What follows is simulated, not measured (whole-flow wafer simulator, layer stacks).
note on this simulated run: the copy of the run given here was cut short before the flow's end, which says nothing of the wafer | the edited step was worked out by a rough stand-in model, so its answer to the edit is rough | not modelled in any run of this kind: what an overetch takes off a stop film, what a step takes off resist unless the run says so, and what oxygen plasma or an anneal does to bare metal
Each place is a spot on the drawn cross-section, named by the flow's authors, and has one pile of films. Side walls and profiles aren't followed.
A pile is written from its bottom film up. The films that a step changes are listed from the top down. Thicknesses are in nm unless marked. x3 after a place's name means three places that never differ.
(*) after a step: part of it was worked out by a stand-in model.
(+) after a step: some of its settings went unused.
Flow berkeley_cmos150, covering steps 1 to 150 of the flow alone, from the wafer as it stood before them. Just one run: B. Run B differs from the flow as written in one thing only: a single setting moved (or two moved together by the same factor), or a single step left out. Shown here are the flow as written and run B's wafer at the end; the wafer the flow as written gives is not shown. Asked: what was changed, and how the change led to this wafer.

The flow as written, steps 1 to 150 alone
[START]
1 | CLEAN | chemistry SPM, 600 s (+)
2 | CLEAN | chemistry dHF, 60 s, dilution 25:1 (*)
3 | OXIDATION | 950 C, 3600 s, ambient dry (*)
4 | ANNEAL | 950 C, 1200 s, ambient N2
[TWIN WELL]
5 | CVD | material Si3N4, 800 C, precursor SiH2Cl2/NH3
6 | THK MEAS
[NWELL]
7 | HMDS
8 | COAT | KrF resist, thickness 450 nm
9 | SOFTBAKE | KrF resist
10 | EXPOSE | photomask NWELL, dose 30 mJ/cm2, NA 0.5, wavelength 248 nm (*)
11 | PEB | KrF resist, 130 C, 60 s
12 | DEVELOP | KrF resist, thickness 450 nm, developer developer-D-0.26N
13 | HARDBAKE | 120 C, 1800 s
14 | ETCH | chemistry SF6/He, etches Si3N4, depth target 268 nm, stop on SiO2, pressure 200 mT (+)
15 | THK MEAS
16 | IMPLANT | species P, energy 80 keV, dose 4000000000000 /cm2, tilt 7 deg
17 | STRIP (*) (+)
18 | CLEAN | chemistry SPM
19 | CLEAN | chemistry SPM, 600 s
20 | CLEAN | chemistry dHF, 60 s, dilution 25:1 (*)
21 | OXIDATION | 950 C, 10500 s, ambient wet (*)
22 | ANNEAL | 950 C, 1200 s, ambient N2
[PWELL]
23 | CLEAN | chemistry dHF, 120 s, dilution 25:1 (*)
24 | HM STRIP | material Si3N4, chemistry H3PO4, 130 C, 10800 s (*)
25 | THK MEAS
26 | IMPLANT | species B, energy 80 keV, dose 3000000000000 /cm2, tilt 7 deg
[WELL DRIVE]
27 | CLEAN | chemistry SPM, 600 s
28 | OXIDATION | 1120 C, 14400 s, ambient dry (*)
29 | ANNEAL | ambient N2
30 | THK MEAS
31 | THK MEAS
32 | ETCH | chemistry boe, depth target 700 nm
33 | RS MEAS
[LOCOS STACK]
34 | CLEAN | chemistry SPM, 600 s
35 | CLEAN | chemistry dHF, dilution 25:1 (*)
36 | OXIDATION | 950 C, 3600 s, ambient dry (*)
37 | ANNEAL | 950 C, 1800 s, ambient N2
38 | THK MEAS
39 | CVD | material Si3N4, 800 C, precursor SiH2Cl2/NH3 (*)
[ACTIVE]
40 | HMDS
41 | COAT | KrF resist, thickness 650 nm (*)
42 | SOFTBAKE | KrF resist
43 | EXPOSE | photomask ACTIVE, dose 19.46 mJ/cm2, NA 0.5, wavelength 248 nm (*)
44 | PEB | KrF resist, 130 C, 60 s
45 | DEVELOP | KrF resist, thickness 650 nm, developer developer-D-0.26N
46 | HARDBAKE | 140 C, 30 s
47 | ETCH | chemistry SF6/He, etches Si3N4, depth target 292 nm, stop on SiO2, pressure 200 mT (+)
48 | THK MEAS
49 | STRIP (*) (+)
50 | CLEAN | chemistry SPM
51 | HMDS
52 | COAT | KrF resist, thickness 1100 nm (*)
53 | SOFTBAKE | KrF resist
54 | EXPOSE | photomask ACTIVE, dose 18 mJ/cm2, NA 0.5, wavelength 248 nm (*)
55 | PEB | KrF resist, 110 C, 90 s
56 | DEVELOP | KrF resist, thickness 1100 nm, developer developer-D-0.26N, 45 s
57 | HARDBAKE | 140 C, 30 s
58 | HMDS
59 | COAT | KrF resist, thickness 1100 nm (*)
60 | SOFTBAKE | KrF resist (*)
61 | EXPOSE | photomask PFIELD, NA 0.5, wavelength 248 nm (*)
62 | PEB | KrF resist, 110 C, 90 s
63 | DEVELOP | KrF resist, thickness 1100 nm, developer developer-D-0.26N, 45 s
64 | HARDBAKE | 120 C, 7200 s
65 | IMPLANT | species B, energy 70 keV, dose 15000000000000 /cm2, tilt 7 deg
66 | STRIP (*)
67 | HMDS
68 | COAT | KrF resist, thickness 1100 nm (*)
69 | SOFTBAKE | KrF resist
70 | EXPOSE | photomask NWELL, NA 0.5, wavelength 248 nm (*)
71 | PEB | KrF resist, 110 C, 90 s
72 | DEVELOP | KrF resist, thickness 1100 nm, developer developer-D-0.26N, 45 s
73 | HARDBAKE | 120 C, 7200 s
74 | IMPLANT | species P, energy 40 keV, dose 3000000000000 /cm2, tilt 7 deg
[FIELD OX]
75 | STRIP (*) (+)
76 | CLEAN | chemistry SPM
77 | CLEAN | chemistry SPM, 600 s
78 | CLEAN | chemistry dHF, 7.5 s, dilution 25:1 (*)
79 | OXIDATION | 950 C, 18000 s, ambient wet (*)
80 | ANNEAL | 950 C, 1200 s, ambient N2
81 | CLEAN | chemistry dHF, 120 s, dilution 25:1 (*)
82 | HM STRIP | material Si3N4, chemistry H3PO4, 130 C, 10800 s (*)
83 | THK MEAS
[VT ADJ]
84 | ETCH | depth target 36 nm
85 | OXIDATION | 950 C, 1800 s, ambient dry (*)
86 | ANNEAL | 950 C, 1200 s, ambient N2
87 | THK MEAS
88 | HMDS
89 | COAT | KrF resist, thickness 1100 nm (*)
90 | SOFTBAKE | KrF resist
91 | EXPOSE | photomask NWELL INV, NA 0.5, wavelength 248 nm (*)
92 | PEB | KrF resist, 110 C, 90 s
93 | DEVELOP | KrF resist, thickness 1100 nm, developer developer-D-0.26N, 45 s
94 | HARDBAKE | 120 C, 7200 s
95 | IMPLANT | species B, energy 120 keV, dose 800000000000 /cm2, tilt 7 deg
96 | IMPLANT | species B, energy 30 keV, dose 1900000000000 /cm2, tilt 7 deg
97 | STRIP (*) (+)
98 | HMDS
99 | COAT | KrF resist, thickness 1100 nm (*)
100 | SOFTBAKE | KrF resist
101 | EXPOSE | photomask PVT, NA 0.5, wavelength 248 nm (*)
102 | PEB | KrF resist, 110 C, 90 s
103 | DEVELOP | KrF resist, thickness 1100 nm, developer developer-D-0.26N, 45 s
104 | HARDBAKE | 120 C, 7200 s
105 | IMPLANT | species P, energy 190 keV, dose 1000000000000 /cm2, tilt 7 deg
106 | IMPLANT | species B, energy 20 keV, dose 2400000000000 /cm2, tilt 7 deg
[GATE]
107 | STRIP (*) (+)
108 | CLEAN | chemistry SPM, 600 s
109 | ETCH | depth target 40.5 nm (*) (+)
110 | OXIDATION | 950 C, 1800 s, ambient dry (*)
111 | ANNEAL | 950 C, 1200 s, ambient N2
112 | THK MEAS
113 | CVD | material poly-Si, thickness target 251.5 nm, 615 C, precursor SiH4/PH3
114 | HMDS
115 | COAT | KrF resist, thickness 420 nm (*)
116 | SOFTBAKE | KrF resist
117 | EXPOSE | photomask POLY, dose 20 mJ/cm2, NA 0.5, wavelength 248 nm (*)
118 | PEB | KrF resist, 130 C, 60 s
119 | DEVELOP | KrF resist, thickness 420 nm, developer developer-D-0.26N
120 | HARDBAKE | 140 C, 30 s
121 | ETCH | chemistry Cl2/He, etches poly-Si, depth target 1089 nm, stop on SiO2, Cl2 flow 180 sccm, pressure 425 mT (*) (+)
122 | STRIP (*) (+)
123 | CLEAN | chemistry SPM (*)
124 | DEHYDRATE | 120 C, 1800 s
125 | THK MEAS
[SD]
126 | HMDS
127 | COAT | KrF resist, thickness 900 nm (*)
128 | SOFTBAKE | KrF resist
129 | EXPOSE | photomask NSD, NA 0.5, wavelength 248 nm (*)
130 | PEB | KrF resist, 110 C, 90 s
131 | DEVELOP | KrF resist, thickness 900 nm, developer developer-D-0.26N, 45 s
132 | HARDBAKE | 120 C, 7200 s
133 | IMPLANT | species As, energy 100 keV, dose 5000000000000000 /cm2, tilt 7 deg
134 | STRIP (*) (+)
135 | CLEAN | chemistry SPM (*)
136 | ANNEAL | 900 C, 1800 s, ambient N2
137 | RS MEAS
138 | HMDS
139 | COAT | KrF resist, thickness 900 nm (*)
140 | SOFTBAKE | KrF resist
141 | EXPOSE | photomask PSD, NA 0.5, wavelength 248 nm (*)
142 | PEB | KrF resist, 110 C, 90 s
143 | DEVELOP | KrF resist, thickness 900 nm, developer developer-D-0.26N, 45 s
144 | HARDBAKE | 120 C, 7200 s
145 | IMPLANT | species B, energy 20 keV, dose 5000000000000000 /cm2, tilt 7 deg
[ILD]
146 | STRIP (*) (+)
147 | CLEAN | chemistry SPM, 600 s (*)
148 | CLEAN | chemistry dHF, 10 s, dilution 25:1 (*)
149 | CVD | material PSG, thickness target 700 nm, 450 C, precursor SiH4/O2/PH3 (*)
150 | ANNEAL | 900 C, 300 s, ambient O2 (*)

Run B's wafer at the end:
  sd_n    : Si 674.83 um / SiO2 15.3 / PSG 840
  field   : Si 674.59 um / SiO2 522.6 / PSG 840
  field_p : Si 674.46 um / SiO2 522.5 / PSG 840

Cause: step 149, CVD: thickness target 840 nm was run, while the flow as written has thickness target 700 nm.
One can read it off the wafer: sd_n has PSG 840, and step 149 as written asks for 700 nm.

Step by step, how the change led to this:
  149 | CVD | material PSG, thickness target 700 nm, 450 C, precursor SiH4/O2/PH3 (*)
      field, field_p, sd_n, gate_n, gate_p, contact, m1: PSG gains 840 (new film) (in the flow as written it would be: PSG gains 700 (new film))
      sd_p: PSG gains 819 (new film) (in the flow as written it would be: PSG gains 639.5 (new film))
